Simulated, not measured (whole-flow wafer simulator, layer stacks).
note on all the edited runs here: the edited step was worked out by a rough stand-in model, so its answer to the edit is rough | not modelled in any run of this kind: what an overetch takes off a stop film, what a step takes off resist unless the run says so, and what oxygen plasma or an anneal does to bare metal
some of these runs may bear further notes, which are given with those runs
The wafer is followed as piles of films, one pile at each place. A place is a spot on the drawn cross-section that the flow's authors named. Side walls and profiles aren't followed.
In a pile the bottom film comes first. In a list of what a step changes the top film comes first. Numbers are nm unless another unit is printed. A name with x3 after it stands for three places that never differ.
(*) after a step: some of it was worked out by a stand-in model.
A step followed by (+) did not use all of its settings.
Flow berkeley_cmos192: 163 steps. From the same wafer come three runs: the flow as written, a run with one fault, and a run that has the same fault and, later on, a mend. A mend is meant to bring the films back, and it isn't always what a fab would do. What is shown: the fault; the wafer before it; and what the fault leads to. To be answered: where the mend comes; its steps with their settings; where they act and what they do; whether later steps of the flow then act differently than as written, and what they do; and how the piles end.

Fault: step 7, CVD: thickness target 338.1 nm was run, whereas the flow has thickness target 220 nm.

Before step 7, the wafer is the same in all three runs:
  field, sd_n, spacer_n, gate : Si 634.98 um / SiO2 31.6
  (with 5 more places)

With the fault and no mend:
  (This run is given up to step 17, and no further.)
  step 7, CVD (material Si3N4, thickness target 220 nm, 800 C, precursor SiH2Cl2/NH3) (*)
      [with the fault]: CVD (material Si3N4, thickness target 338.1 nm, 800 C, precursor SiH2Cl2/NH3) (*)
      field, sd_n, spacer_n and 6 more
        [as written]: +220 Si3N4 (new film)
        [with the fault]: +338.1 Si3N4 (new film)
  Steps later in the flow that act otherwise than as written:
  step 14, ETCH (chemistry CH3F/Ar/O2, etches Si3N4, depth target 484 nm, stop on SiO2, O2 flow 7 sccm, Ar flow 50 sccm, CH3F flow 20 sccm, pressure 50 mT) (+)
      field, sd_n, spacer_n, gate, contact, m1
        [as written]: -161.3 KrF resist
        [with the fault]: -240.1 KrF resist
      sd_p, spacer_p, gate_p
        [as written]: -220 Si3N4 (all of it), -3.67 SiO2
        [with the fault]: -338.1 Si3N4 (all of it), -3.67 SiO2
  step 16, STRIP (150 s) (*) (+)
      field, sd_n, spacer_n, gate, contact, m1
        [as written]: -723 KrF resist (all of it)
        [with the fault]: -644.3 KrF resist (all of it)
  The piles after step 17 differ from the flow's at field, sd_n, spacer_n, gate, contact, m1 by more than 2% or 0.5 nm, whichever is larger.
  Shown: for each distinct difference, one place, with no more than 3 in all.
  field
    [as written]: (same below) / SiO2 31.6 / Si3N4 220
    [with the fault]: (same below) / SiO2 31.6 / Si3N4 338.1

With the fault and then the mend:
  After step 7 comes the mend.
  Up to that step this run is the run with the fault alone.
  step 7a, ETCH (chemistry h3po4, depth target 388.8 nm)
      field, sd_n, spacer_n and 6 more
        -338.1 Si3N4 (all of it)
  step 7b, CLEAN (chemistry SC1/SC2) (a further turn of the flow's step 1)
      alters no film at any place that is followed
  step 7c, CVD (material Si3N4, thickness target 220 nm, 800 C, precursor SiH2Cl2/NH3) (*) (a further turn of the flow's step 7)
      field, sd_n, spacer_n and 6 more
        +220 Si3N4 (new film)
  Every later step of the flow that is run acts as written at every place that is followed.
  The piles end the same as the flow's at every place that both follow.
